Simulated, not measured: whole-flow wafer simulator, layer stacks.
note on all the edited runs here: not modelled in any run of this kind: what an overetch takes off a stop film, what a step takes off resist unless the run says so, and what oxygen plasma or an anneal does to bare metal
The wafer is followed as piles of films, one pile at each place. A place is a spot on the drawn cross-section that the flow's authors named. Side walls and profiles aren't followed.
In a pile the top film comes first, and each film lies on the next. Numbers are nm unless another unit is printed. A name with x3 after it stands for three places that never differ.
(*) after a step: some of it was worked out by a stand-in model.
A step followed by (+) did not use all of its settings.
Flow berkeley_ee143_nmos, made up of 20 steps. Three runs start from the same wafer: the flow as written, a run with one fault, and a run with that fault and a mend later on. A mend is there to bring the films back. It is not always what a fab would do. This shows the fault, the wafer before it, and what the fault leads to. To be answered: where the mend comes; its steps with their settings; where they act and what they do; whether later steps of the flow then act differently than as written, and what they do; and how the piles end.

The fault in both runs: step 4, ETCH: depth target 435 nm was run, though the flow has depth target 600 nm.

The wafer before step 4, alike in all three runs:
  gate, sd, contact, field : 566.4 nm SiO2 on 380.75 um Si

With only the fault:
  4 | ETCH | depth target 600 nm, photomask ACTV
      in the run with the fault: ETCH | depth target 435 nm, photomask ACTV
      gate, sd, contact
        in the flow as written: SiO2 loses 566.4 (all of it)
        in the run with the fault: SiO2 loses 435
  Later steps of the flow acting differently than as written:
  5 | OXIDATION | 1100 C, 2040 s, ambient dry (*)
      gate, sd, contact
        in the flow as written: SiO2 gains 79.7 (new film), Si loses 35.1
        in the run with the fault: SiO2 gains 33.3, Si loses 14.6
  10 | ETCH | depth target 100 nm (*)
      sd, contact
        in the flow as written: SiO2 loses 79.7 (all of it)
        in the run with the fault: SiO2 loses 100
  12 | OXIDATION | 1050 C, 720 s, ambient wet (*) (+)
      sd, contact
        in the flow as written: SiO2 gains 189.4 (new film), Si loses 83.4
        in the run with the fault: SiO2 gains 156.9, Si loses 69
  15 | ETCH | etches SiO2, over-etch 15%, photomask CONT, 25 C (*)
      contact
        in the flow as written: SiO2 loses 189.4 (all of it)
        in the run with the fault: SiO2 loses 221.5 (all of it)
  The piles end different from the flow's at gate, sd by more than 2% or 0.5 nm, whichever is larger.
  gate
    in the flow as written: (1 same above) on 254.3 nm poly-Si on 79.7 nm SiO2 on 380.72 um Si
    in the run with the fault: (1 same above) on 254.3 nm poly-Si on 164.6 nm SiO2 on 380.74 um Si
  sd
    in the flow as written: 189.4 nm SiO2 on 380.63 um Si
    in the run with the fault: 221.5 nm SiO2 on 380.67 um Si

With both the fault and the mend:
  The mend stands after step 4.
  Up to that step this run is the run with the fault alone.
  4a | ETCH | depth target 165 nm, photomask ACTV (the flow's step 4, run once more with other settings)
      gate, sd, contact
        SiO2 loses 131.4 (all of it)
  Every later step of the flow that is run acts as written at every place that is followed.
  By the end, the piles equal the flow's at every place that both follow.
